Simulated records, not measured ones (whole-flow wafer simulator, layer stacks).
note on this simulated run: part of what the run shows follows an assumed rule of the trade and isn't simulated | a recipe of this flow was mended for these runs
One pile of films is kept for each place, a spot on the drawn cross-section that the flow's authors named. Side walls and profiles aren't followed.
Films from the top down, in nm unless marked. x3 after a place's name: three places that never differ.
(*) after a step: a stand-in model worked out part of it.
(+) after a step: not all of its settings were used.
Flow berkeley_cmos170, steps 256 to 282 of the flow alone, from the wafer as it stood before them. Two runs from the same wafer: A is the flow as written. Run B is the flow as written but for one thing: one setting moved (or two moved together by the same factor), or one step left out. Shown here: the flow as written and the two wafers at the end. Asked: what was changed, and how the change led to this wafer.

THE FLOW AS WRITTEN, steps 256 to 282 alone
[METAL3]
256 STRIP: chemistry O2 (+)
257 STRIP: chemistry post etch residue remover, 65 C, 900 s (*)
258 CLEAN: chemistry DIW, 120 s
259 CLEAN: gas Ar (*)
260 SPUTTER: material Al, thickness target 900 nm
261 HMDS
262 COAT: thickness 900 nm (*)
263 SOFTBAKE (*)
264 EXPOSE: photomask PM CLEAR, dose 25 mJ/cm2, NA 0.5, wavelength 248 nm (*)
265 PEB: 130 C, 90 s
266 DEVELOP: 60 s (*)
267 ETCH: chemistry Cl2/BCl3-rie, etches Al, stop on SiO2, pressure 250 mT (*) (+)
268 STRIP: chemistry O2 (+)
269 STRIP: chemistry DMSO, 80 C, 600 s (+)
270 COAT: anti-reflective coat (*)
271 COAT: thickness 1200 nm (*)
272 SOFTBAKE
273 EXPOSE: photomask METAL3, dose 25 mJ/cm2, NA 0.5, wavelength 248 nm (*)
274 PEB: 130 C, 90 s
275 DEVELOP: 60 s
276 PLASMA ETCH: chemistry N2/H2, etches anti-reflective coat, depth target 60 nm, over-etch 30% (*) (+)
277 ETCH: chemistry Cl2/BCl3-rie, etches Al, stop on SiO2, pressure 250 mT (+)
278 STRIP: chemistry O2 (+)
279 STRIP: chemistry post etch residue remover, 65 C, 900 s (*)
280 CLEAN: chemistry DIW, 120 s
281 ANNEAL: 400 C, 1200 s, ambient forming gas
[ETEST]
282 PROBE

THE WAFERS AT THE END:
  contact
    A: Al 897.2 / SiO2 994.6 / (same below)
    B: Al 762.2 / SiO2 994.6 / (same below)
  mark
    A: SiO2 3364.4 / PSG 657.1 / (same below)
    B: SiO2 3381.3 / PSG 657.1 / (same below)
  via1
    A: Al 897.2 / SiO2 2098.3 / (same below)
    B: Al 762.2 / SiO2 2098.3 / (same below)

The cause: step 260, SPUTTER: thickness target 765 nm was run, where the flow has thickness target 900 nm.

How the change led to this, step by step:
  260 SPUTTER: material Al, thickness target 900 nm
      field, mark, sd_n and 9 more: A Al +900 (new film) | B Al +765 (new film)
      via2: A Al +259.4 | B Al +236
  262 COAT: thickness 900 nm (*)
      via2: A KrF-resist +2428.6 (new film) | B KrF-resist +2321.2 (new film)
  265 PEB: 130 C, 90 s
      via2: A KrF-resist -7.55 | B KrF-resist -6.81
  267 ETCH: chemistry Cl2/BCl3-rie, etches Al, stop on SiO2, pressure 250 mT (*) (+)
      field, sd_n, spacer_n and 9 more: A KrF-resist -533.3 | B KrF-resist -465.8
      mark: A Al -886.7 (all of it), SiO2 -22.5 | B Al -751.7 (all of it), SiO2 -22.5
  268 STRIP: chemistry O2 (+)
      field, spacer_n, gate_n: A KrF-resist -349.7 (all of it) | B KrF-resist -417.2 (all of it)
      spacer_p, gate_p: A KrF-resist -349.6 (all of it) | B KrF-resist -417.1 (all of it)
      (and at 7 more places)
  270 COAT: anti-reflective coat (*)
      via2: A anti-reflective coat +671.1 (new film) | B anti-reflective coat +617.5 (new film)
  271 COAT: thickness 1200 nm (*)
      via2: A KrF-resist +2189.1 (new film) | B KrF-resist +2126.4 (new film)
  277 ETCH: chemistry Cl2/BCl3-rie, etches Al, stop on SiO2, pressure 250 mT (+)
      field, sd_n, spacer_n, gate_n, sd_p, spacer_p, gate_p: A Al -900 (all of it), SiO2 -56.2 | B Al -765 (all of it), SiO2 -56.2
      contact, m1, via1, m2, via2: A KrF-resist -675 | B KrF-resist -607.5
      (and at 1 more place)
  278 STRIP: chemistry O2 (+)
      contact: A KrF-resist -424 (all of it), anti-reflective coat -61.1 (all of it) | B KrF-resist -491.3 (all of it), anti-reflective coat -61.1 (all of it)
      m1: A KrF-resist -423.6 (all of it), anti-reflective coat -40.9 (all of it) | B KrF-resist -488.8 (all of it), anti-reflective coat -40.7 (all of it)
      (and at 3 more places)
